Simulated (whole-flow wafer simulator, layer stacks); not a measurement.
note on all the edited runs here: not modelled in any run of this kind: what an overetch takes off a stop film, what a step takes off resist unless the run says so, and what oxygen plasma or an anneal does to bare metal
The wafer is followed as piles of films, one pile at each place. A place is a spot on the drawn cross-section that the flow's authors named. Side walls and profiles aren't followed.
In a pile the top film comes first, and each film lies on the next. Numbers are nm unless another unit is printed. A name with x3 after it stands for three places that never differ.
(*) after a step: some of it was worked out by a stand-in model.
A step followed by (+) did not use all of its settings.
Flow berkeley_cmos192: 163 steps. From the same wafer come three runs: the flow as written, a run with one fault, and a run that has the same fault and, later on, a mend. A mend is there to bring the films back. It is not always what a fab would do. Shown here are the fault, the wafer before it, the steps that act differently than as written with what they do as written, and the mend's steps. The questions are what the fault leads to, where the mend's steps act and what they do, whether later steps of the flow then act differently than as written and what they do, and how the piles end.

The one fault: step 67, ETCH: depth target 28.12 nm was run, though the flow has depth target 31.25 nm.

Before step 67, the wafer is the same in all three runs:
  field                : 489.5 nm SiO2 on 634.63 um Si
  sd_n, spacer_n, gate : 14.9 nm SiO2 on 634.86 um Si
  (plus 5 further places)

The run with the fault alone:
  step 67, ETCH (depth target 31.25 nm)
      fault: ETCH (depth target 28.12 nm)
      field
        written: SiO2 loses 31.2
        fault: SiO2 loses 28.1
  Steps further on in the flow that do not act as written (40 other steps are not shown; they differ only slightly, by no more than 2% or 0.5 nm, whichever is larger):
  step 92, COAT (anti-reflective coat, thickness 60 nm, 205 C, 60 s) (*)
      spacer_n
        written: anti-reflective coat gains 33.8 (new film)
        fault: anti-reflective coat gains 33 (new film)
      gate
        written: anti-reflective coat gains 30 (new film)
        fault: anti-reflective coat gains 29.2 (new film)
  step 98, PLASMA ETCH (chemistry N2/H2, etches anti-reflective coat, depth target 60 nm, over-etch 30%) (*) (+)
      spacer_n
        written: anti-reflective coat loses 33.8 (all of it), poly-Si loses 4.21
        fault: anti-reflective coat loses 33 (all of it), poly-Si loses 4.3
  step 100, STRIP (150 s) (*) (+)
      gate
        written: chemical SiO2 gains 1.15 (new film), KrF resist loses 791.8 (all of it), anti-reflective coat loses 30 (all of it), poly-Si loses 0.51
        fault: chemical SiO2 gains 1.15 (new film), KrF resist loses 794.4 (all of it), anti-reflective coat loses 29.2 (all of it), poly-Si loses 0.51
  When the end is reached, the piles differ only a little from the flow's at the places that both follow, at most by 2% or 0.5 nm, whichever is larger.

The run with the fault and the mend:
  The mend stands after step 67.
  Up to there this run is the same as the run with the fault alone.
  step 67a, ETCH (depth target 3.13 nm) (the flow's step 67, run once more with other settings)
      field
        SiO2 loses 3.13
  None of the later steps of the flow acts differently than as written at any place that is followed.
  By the end, the piles equal the flow's at every place that both follow.
